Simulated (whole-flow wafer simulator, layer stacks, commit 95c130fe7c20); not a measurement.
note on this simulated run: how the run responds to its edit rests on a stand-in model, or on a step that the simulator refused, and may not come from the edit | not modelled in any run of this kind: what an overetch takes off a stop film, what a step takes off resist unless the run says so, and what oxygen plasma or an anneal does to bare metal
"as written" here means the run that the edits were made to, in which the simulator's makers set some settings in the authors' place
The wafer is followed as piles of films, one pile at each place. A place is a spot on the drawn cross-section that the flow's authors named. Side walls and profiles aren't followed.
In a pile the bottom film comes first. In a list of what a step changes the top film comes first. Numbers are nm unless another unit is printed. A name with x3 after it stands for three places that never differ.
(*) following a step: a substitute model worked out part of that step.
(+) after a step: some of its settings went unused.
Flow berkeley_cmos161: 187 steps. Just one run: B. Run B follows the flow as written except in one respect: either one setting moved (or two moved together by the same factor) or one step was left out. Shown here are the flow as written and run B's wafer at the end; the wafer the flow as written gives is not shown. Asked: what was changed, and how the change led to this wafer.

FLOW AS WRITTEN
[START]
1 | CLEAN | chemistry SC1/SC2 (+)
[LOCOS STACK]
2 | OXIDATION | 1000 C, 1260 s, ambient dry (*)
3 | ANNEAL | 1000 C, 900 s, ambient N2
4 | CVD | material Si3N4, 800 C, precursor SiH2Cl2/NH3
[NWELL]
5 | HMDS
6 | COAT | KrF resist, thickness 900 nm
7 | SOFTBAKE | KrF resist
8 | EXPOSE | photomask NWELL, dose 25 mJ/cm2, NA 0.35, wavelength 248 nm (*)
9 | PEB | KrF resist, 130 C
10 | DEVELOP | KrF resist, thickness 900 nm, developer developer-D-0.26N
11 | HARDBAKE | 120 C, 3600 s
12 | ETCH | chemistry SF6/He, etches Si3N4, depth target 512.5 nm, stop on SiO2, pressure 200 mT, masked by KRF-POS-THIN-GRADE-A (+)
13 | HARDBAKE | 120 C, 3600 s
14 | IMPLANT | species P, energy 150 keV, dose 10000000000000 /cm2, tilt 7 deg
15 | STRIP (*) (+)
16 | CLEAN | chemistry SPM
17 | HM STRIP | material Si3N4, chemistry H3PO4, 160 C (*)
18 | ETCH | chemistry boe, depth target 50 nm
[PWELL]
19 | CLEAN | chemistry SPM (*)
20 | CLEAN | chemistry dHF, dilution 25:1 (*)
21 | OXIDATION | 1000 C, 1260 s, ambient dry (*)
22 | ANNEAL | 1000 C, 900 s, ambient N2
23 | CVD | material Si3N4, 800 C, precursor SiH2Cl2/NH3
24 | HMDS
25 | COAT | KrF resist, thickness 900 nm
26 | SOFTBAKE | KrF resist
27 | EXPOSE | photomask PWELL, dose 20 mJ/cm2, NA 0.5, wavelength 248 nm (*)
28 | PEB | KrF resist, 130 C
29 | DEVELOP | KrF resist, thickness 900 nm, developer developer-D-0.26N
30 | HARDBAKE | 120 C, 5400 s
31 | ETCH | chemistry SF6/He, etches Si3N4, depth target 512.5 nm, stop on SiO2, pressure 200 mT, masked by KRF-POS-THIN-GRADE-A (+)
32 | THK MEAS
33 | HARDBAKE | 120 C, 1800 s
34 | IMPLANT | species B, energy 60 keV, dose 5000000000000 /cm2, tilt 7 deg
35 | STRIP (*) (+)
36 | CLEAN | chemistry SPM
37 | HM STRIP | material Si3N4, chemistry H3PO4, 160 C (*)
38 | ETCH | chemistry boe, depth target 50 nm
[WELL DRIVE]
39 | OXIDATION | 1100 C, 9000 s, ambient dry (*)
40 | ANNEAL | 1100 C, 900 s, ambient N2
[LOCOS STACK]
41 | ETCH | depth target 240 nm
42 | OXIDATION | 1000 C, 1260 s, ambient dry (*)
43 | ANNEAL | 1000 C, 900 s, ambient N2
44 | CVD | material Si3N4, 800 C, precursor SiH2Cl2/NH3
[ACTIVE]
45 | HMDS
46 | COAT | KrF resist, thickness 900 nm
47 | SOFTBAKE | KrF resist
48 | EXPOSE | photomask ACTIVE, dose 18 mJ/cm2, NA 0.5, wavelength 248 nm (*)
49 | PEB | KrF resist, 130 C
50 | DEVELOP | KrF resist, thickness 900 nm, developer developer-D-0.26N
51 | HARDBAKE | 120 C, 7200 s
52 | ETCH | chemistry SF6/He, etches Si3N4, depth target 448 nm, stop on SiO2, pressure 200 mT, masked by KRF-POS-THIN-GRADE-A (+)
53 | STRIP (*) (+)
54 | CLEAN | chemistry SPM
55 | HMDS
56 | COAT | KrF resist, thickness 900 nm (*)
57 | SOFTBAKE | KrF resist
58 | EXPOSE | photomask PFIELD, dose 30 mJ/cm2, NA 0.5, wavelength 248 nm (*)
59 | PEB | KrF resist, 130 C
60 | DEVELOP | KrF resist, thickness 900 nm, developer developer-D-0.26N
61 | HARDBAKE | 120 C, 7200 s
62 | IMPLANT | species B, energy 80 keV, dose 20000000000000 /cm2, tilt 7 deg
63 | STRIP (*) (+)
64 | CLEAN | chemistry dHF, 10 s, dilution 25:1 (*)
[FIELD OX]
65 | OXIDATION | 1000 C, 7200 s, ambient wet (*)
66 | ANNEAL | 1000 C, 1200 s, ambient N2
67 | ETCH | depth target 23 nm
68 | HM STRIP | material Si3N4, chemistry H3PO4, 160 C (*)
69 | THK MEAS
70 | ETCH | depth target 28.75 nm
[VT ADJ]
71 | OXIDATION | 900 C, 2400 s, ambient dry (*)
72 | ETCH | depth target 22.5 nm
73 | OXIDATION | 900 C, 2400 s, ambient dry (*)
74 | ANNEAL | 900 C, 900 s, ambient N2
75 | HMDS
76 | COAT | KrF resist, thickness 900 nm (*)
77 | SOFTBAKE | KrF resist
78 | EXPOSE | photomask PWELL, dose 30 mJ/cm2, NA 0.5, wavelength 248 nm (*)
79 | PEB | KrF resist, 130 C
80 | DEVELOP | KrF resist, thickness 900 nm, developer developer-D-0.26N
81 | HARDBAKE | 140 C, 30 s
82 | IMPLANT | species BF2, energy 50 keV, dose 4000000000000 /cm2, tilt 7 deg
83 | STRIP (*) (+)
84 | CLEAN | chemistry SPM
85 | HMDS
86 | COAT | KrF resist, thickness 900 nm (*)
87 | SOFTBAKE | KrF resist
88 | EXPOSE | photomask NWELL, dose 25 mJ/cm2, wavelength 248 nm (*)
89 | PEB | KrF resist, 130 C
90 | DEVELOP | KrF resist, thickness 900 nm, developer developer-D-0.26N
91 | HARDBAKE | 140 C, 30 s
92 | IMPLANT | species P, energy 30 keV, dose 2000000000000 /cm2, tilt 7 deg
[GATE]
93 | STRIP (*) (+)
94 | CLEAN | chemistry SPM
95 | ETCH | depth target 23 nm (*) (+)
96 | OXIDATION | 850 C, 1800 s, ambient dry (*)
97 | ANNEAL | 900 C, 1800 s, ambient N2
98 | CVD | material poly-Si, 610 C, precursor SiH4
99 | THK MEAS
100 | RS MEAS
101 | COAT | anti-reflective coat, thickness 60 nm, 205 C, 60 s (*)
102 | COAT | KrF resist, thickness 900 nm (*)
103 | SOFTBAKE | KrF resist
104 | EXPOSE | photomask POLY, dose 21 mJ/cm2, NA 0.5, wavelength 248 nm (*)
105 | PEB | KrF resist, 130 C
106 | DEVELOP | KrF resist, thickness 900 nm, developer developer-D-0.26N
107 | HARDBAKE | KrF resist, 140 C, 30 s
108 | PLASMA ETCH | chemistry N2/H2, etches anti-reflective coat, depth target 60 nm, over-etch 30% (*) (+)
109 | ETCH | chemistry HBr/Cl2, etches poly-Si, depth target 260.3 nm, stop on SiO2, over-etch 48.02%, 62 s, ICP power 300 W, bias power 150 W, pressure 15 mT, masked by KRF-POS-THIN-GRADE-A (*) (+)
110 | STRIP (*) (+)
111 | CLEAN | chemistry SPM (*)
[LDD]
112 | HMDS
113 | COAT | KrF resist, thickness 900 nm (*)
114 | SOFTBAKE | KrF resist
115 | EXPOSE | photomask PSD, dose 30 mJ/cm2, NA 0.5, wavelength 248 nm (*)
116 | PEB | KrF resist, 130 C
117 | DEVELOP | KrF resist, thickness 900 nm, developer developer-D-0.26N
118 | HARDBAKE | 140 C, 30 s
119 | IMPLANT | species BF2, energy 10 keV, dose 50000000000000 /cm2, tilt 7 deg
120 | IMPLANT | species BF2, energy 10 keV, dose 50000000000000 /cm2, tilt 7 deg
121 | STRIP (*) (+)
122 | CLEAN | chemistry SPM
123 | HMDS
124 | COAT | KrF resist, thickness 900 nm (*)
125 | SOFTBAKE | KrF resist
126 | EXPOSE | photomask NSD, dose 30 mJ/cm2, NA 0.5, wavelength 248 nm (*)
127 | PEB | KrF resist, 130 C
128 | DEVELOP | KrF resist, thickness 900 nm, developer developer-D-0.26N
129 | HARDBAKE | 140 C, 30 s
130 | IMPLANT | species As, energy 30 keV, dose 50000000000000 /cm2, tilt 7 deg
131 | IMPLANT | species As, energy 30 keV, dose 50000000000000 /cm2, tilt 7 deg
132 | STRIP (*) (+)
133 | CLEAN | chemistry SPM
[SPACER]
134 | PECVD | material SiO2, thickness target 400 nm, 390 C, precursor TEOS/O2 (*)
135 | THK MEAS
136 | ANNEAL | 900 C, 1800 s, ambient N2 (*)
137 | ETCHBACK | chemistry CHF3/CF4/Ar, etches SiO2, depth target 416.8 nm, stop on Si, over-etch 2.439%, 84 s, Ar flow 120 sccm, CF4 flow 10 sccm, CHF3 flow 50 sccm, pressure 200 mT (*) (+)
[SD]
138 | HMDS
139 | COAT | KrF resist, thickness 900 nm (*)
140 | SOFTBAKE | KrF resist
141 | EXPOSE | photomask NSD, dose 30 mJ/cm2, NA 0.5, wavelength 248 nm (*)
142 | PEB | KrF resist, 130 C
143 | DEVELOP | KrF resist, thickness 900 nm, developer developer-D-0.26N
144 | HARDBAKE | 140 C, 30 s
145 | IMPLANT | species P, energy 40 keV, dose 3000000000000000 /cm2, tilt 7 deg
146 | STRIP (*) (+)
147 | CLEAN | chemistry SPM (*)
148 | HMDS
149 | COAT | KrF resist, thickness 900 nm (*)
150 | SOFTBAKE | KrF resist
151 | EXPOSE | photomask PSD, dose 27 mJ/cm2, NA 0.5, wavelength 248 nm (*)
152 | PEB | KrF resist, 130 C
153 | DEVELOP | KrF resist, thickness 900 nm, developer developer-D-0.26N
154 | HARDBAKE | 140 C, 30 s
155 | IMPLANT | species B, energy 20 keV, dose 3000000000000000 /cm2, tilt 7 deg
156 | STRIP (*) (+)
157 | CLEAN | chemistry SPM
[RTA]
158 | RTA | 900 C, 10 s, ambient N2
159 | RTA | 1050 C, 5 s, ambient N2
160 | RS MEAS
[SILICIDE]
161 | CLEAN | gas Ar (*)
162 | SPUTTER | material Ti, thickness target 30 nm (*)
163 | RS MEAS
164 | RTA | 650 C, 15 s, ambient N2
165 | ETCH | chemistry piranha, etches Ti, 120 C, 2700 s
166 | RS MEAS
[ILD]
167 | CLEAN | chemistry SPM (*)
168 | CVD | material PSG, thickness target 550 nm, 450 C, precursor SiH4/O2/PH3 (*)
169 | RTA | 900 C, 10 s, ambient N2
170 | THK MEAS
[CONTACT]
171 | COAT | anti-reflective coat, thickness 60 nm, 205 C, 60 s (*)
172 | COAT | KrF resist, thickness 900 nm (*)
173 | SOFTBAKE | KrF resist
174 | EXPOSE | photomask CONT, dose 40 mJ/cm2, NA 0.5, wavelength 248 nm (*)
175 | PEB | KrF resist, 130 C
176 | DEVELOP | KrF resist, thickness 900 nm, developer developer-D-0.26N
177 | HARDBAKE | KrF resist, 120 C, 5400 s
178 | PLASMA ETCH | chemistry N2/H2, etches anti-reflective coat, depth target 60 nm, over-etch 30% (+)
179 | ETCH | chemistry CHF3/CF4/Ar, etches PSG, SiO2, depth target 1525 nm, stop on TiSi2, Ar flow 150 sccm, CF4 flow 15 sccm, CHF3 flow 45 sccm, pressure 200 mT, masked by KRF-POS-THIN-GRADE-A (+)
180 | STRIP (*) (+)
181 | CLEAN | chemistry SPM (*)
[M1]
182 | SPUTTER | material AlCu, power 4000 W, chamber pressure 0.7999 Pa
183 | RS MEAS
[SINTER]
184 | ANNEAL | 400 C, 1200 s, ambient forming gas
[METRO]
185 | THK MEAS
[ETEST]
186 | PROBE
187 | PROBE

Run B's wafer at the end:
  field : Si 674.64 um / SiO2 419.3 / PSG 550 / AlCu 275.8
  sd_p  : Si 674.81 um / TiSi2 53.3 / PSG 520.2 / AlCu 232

The reason: step 67, ETCH: depth target 12 nm was run, though the flow has depth target 23 nm.

Step by step, how the change led to this:
  67 | ETCH | depth target 23 nm
      field: SiO2 loses 12 (as written it would have been: SiO2 loses 23)
  101 | COAT | anti-reflective coat, thickness 60 nm, 205 C, 60 s (*)
      sd_n: anti-reflective coat gains 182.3 (new film) (as written it would have been: anti-reflective coat gains 173.5 (new film))
      spacer_n: anti-reflective coat gains 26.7 (new film) (as written it would have been: anti-reflective coat gains 28.7 (new film))
      (and at 4 other places as well)
  108 | PLASMA ETCH | chemistry N2/H2, etches anti-reflective coat, depth target 60 nm, over-etch 30% (*) (+)
      sd_n: anti-reflective coat loses 182.3 (all of it), poly-Si loses 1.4 (as written it would have been: anti-reflective coat loses 173.5 (all of it), poly-Si loses 1.33)
      spacer_n: anti-reflective coat loses 26.7 (all of it), poly-Si loses 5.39 (as written it would have been: anti-reflective coat loses 28.7 (all of it), poly-Si loses 5.05)
      (and at 2 other places as well)
  110 | STRIP (*) (+)
      gate_n: chemical SiO2 gains 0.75 (new film), KrF resist loses 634 (all of it), anti-reflective coat loses 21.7 (all of it), poly-Si loses 0.33 (as written it would have been: chemical SiO2 gains 0.75 (new film), KrF resist loses 626.8 (all of it), anti-reflective coat loses 23.7 (all of it), poly-Si loses 0.33)
      gate_p: chemical SiO2 gains 0.75 (new film), KrF resist loses 602.5 (all of it), anti-reflective coat loses 26.9 (all of it), poly-Si loses 0.33 (as written it would have been: chemical SiO2 gains 0.75 (new film), KrF resist loses 598.2 (all of it), anti-reflective coat loses 27.9 (all of it), poly-Si loses 0.33)
  171 | COAT | anti-reflective coat, thickness 60 nm, 205 C, 60 s (*)
      sd_n: anti-reflective coat gains 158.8 (new film) (as written it would have been: anti-reflective coat gains 149.7 (new film))
      m1: anti-reflective coat gains 100.7 (new film) (as written it would have been: anti-reflective coat gains 97.8 (new film))
  180 | STRIP (*) (+)
      sd_n: KrF resist loses 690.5 (all of it), anti-reflective coat loses 158.8 (all of it) (as written it would have been: KrF resist loses 692.5 (all of it), anti-reflective coat loses 149.7 (all of it))
      m1: KrF resist loses 743.7 (all of it), anti-reflective coat loses 100.7 (all of it) (as written it would have been: KrF resist loses 739.9 (all of it), anti-reflective coat loses 97.8 (all of it))
